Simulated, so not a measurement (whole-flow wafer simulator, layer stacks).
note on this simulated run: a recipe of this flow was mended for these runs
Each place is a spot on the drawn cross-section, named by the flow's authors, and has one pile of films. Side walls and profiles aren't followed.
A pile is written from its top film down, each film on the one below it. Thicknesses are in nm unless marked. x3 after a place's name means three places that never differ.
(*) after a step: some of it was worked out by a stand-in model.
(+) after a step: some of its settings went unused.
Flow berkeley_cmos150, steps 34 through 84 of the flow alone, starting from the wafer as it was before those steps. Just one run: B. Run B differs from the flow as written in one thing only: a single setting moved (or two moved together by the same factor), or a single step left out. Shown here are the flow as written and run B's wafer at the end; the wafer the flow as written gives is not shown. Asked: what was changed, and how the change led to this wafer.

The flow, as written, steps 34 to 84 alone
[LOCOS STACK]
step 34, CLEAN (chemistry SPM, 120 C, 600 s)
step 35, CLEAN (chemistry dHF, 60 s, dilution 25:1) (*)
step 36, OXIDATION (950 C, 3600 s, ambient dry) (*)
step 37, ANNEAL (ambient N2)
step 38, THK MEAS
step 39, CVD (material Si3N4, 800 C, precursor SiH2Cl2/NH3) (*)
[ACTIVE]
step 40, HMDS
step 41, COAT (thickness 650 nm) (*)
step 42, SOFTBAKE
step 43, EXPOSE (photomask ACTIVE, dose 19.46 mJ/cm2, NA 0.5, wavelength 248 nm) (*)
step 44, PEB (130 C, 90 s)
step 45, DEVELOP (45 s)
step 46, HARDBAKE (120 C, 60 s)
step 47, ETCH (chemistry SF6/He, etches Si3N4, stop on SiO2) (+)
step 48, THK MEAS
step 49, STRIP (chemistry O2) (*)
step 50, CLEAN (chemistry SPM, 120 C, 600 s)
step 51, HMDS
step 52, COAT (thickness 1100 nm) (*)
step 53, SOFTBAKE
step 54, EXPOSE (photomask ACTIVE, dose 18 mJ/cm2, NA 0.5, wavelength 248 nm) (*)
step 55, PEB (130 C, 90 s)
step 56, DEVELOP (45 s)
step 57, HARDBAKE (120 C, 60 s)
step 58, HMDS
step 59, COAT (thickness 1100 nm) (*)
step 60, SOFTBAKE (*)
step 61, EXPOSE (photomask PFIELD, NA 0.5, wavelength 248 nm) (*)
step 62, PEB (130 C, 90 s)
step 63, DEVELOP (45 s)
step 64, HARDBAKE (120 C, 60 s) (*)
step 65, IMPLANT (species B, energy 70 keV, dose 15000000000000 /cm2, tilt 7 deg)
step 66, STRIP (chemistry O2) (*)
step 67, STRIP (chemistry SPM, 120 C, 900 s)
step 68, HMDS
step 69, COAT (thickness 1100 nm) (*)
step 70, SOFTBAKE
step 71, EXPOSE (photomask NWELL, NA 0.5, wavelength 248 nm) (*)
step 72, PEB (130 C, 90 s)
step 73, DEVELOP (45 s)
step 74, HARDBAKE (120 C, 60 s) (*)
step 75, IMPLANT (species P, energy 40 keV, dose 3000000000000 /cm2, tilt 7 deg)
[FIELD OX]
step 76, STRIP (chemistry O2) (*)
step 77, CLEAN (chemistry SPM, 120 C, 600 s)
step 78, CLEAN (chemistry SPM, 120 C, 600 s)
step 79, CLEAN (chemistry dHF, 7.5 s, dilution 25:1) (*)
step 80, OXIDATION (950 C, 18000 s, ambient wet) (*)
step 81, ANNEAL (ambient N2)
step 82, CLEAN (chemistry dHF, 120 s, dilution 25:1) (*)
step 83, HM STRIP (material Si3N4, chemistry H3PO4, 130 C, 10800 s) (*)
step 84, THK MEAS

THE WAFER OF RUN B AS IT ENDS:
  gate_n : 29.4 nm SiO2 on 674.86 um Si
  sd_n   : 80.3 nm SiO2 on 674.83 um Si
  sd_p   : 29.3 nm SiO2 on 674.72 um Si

What caused this: step 39, CVD: 773 C was run, while the flow as written has 800 C.

Step by step, how the change led to this:
  step 39, CVD (material Si3N4, 800 C, precursor SiH2Cl2/NH3) (*)
      field, field_p, sd_n, gate_n, sd_p, gate_p, contact, m1: +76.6 Si3N4 (new film) (in the flow as written it would be: +106 Si3N4 (new film))
  step 47, ETCH (chemistry SF6/He, etches Si3N4, stop on SiO2) (+)
      sd_n, gate_n, sd_p, gate_p, contact, m1: -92 KrF-resist (in the flow as written it would be: -124 KrF-resist)
      field, field_p: -76.6 Si3N4 (all of it), -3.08 SiO2 (in the flow as written it would be: -106 Si3N4 (all of it), -3.08 SiO2)
  step 49, STRIP (chemistry O2) (*)
      sd_n: -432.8 KrF-resist (all of it) (in the flow as written it would be: -400.9 KrF-resist (all of it))
      gate_n: -441.2 KrF-resist (all of it) (in the flow as written it would be: -409.3 KrF-resist (all of it))
      (also at 4 further places)
  step 80, OXIDATION (950 C, 18000 s, ambient wet) (*)
      sd_n: +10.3 SiO2 (new film), -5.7 Si3N4, +50.9 SiO2, -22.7 Si (in the flow as written it would be: +10.3 SiO2 (new film), -5.7 Si3N4, +34.7 SiO2, -15.4 Si)
  step 83, HM STRIP (material Si3N4, chemistry H3PO4, 130 C, 10800 s) (*)
      sd_n, gate_n, contact, m1: -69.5 Si3N4 (all of it), -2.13 SiO2 (in the flow as written it would be: -98.9 Si3N4 (all of it), -1.88 SiO2)
      sd_p, gate_p: -69.3 Si3N4 (all of it), -2.13 SiO2 (in the flow as written it would be: -98.7 Si3N4 (all of it), -1.88 SiO2)
